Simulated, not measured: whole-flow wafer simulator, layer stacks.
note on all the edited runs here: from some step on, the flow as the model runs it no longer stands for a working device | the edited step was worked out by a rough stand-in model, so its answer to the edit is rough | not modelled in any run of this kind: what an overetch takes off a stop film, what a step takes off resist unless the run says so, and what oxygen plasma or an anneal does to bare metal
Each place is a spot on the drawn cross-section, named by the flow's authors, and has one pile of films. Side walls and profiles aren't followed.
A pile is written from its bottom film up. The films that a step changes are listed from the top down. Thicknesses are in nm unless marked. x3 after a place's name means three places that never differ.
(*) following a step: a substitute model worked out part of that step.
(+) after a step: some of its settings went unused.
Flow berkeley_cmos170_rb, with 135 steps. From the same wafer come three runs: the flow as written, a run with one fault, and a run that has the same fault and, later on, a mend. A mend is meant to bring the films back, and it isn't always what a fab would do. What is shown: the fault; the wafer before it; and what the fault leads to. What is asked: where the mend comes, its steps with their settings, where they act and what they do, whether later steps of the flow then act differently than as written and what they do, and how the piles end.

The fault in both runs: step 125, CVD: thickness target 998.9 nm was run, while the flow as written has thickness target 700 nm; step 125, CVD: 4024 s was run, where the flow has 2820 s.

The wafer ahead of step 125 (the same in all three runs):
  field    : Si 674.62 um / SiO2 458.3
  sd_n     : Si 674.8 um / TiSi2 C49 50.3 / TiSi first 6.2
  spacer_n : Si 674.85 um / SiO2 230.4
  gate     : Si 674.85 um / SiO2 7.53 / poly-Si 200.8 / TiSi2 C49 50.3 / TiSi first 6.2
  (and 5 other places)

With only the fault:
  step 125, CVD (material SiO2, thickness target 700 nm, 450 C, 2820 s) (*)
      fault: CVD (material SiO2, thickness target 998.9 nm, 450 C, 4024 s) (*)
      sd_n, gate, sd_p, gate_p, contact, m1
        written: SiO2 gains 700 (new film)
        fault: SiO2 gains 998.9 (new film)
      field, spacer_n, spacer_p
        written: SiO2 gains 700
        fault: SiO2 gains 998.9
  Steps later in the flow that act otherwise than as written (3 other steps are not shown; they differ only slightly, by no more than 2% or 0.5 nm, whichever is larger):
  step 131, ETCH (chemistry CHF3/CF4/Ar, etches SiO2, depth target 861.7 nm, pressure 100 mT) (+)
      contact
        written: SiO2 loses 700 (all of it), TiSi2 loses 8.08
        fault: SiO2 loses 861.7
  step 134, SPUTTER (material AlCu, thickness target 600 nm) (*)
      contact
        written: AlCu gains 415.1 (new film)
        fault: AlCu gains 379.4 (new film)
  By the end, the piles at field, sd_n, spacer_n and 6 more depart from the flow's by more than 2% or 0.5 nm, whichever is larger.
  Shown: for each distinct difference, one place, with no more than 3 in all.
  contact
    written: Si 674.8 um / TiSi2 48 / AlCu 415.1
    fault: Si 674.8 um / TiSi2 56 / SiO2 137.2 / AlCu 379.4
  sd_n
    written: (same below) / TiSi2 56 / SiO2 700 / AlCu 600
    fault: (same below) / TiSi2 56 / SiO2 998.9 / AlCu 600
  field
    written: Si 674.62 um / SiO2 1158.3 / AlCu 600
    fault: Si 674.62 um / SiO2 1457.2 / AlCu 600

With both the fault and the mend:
  The mend follows step 125.
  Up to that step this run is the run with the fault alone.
  step 125a, ETCH (chemistry boe, depth target 292 nm)
      field, sd_n, spacer_n and 6 more
        SiO2 loses 292
  None of the later steps of the flow differs from how it acts as written, at any place that is followed, by more than 2% or 0.5 nm, whichever is larger.
  The piles end only slightly different from the flow's at the places that both follow, by no more than 2% or 0.5 nm, whichever is larger.
